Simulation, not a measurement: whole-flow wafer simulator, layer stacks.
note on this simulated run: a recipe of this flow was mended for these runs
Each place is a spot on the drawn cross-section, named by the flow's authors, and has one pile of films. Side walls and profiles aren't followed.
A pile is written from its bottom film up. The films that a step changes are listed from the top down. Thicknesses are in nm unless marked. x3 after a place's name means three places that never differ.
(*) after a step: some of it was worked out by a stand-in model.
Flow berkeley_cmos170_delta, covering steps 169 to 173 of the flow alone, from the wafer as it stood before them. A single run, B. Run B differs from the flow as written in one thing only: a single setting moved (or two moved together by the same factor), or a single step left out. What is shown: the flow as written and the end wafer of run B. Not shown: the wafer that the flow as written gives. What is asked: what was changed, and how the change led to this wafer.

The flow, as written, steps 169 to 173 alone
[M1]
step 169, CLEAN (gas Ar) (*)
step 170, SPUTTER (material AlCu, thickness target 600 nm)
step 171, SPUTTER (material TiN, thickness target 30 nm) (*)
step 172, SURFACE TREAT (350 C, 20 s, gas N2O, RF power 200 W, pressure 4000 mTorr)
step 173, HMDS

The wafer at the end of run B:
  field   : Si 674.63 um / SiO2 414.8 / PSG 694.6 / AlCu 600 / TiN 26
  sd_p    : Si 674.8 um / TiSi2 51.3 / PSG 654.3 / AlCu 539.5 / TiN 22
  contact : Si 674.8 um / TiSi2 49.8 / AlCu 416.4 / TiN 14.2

The reason: step 171, SPUTTER: thickness target 26 nm was run, though the flow has thickness target 30 nm.
The wafer lets one read it off: field has TiN 26, and step 171 as written asks for 30 nm.

The path from the change to this, step by step:
  step 171, SPUTTER (material TiN, thickness target 30 nm) (*)
      field, sd_n, spacer_n, gate, spacer_p, gate_p, m1: TiN gains 26 (new film) (in the flow as written it would be: TiN gains 30 (new film))
      sd_p: TiN gains 22 (new film) (in the flow as written it would be: TiN gains 25.3 (new film))
      (as well as at 1 more place)
